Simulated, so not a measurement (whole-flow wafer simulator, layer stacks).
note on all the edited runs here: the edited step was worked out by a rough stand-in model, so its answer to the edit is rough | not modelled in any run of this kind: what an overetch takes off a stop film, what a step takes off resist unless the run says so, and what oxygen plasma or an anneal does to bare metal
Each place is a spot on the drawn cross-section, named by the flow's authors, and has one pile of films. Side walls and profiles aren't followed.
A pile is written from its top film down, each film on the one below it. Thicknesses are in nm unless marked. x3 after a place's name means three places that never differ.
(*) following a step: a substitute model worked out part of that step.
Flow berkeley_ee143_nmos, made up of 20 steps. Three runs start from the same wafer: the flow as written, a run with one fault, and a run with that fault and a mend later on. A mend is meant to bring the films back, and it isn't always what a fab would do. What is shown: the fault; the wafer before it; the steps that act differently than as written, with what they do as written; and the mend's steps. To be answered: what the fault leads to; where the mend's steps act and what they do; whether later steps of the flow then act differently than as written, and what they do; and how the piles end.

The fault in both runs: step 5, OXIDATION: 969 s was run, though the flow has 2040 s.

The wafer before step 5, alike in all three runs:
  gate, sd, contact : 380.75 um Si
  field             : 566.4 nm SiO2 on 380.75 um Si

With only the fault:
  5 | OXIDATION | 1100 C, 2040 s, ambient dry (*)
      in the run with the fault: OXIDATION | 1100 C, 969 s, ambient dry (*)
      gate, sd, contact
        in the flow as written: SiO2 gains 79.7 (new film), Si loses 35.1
        in the run with the fault: SiO2 gains 51.3 (new film), Si loses 22.6
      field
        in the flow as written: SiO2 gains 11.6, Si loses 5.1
        in the run with the fault: SiO2 gains 5.55, Si loses 2.44
  Steps later in the flow that act otherwise than as written (1 more step, not shown, differs only slightly: by at most 2% or 0.5 nm, whichever is larger):
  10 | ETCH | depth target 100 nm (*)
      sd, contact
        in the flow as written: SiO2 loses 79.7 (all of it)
        in the run with the fault: SiO2 loses 51.3 (all of it)
  By the end, the piles at gate depart from the flow's by more than 2% or 0.5 nm, whichever is larger.
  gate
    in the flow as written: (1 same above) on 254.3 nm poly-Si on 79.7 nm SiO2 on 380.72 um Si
    in the run with the fault: (1 same above) on 254.3 nm poly-Si on 51.3 nm SiO2 on 380.73 um Si

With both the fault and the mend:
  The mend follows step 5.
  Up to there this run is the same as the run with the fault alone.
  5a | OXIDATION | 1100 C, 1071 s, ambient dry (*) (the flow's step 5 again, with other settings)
      gate, sd, contact
        SiO2 gains 28.5, Si loses 12.5
      field
        SiO2 gains 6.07, Si loses 2.67
  Every later step of the flow that is run acts as written, at every place that is followed, to within 2% or 0.5 nm, whichever is larger.
  At the end the piles are close to the flow's at the places that both follow, differing by at most 2% or 0.5 nm, whichever is larger.
